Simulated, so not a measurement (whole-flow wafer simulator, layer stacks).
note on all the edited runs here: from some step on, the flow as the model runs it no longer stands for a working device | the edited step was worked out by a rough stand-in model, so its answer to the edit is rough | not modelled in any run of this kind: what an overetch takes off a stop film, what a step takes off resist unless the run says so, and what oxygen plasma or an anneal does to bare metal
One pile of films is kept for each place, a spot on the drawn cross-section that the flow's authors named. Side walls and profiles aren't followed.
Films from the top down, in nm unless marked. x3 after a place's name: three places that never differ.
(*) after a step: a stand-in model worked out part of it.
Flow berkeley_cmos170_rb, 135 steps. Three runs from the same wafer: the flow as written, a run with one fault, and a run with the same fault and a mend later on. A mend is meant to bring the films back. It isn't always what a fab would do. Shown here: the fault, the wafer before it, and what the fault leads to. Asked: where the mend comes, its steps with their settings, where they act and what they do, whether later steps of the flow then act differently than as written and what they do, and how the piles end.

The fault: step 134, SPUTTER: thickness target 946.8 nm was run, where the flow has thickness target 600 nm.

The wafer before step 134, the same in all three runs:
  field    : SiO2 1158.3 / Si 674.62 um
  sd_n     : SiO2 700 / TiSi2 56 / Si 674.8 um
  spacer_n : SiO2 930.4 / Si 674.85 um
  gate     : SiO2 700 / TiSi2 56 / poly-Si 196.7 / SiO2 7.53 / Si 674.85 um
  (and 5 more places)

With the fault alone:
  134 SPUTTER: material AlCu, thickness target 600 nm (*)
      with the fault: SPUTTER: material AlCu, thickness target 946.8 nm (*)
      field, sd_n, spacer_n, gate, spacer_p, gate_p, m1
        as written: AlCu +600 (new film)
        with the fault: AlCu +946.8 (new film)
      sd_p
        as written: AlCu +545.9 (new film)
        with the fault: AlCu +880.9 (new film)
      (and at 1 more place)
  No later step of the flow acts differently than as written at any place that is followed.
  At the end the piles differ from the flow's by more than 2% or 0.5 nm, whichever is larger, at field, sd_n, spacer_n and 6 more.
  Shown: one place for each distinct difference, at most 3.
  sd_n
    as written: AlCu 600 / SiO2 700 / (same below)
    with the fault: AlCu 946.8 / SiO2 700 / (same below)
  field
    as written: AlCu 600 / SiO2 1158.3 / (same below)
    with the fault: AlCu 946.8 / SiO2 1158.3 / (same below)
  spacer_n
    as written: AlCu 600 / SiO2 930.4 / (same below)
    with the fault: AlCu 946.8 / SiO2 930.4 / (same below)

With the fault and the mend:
  The mend comes after step 134.
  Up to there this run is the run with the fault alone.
  134a ETCH: chemistry al pan, depth target 1089 nm
      field, sd_n, spacer_n, gate, spacer_p, gate_p, m1
        AlCu -946.8 (all of it)
      sd_p
        AlCu -880.9 (all of it)
      contact
        AlCu -636.2 (all of it)
  134b SPUTTER: material AlCu, thickness target 600 nm (*) (the flow's step 134 once more)
      field, sd_n, spacer_n, gate, spacer_p, gate_p, m1
        AlCu +600 (new film)
      sd_p
        AlCu +545.9 (new film)
      contact
        AlCu +415.1 (new film)
  No later step of the flow acts differently than as written at any place that is followed.
  At the end the piles are the same as the flow's at every place that both follow.
